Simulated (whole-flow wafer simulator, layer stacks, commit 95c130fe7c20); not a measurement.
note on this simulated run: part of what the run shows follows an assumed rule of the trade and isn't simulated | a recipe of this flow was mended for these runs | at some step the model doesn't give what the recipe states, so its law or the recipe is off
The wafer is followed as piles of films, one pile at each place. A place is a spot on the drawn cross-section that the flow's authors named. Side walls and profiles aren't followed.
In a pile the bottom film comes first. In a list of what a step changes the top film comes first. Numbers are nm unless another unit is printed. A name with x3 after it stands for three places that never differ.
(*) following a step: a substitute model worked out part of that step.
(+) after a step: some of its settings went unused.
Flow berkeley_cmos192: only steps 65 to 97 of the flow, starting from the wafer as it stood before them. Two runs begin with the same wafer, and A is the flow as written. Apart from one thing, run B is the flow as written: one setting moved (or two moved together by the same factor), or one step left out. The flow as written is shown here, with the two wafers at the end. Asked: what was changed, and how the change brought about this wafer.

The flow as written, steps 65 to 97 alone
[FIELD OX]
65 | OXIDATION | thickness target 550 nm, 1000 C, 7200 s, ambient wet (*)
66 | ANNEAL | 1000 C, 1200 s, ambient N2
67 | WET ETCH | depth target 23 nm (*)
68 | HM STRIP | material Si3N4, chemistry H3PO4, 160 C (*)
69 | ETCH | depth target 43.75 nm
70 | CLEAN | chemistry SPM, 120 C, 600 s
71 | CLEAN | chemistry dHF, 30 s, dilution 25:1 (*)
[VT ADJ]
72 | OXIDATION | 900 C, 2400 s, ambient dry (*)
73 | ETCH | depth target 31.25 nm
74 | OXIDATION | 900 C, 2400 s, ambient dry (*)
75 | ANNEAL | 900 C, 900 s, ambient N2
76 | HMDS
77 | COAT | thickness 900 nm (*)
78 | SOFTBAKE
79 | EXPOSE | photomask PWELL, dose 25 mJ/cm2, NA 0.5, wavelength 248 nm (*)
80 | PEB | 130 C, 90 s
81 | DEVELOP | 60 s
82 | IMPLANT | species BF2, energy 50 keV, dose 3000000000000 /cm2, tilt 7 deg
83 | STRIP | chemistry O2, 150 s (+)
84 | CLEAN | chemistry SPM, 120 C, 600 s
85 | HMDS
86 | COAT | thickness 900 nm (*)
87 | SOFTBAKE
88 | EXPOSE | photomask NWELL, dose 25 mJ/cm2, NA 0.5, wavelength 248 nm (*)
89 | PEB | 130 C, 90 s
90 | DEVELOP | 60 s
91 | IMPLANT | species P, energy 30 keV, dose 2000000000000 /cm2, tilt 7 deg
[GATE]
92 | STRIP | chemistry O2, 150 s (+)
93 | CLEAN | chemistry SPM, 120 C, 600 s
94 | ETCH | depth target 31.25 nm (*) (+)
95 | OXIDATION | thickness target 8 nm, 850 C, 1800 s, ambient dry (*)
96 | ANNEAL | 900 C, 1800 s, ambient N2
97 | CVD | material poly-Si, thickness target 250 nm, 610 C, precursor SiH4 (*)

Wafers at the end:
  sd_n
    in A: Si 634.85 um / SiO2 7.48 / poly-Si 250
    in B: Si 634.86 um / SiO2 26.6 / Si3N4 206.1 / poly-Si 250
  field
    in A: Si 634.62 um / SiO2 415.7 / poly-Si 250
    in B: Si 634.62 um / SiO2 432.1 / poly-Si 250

Cause: step 68, HM STRIP: material Si3N4, chemistry H3PO4, 160 C (*), was omitted.

The path from the change to this, step by step:
  69 | ETCH | depth target 43.75 nm
      spacer_n, gate, spacer_p, gate_p, contact, m1: A SiO2 loses 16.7 (all of it) | B Si3N4 loses 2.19
      sd_n, sd_p: A SiO2 loses 16.8 (all of it) | B Si3N4 loses 2.19
  70 | CLEAN | chemistry SPM, 120 C, 600 s
      sd_n, spacer_n, gate, sd_p, spacer_p, gate_p, contact, m1: A chemical SiO2 gains 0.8 (new film), Si loses 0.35 | B nothing
  71 | CLEAN | chemistry dHF, 30 s, dilution 25:1 (*)
      sd_n, spacer_n, gate, sd_p, spacer_p, gate_p, contact, m1: A chemical SiO2 loses 0.8 (all of it) | B Si3N4 loses 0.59
  72 | OXIDATION | 900 C, 2400 s, ambient dry (*)
      sd_n, spacer_n, gate, sd_p, spacer_p, gate_p, contact, m1: A SiO2 gains 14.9 (new film), Si loses 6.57 | B nothing
  73 | ETCH | depth target 31.25 nm
      sd_n, spacer_n, gate, sd_p, spacer_p, gate_p, contact, m1: A SiO2 loses 14.9 (all of it) | B Si3N4 loses 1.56
  74 | OXIDATION | 900 C, 2400 s, ambient dry (*)
      sd_n, spacer_n, gate, sd_p, spacer_p, gate_p, contact, m1: A SiO2 gains 14.9 (new film), Si loses 6.57 | B nothing
  77 | COAT | thickness 900 nm (*)
      field: A KrF-resist gains 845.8 (new film) | B KrF-resist gains 903.1 (new film)
      sd_n: A KrF-resist gains 1006.3 (new film) | B KrF-resist gains 894 (new film)
      (and at 7 other places as well)
  81 | DEVELOP | 60 s
      field: A KrF-resist loses 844 (all of it) | B KrF-resist loses 901.1 (all of it)
      sd_n: A KrF-resist loses 1004.1 (all of it) | B KrF-resist loses 892.1 (all of it)
      (and at 4 other places as well)
  83 | STRIP | chemistry O2, 150 s (+)
      sd_p: A KrF-resist loses 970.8 (all of it) | B KrF-resist loses 878.1 (all of it)
      spacer_p: A KrF-resist loses 953.7 (all of it) | B KrF-resist loses 878.9 (all of it)
      (and at 1 other place as well)
  86 | COAT | thickness 900 nm (*)
      field: A KrF-resist gains 845.8 (new film) | B KrF-resist gains 903.1 (new film)
      sd_n: A KrF-resist gains 1006.3 (new film) | B KrF-resist gains 894 (new film)
      (and at 7 other places as well)
  90 | DEVELOP | 60 s
      sd_p: A KrF-resist loses 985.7 (all of it) | B KrF-resist loses 893 (all of it)
      spacer_p: A KrF-resist loses 968.6 (all of it) | B KrF-resist loses 893.9 (all of it)
      (and at 1 other place as well)
  92 | STRIP | chemistry O2, 150 s (+)
      field: A KrF-resist loses 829 (all of it) | B KrF-resist loses 886.2 (all of it)
      sd_n: A KrF-resist loses 989.1 (all of it) | B KrF-resist loses 877.1 (all of it)
      (and at 4 other places as well)
  94 | ETCH | depth target 31.25 nm (*) (+)
      sd_n, spacer_n, gate, sd_p, spacer_p, gate_p, contact, m1: A SiO2 loses 14.9 (all of it) | B Si3N4 loses 1.56
  95 | OXIDATION | thickness target 8 nm, 850 C, 1800 s, ambient dry (*)
      sd_n, spacer_n, gate, sd_p, spacer_p, gate_p, contact, m1: A SiO2 gains 7.48 (new film), Si loses 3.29 | B nothing
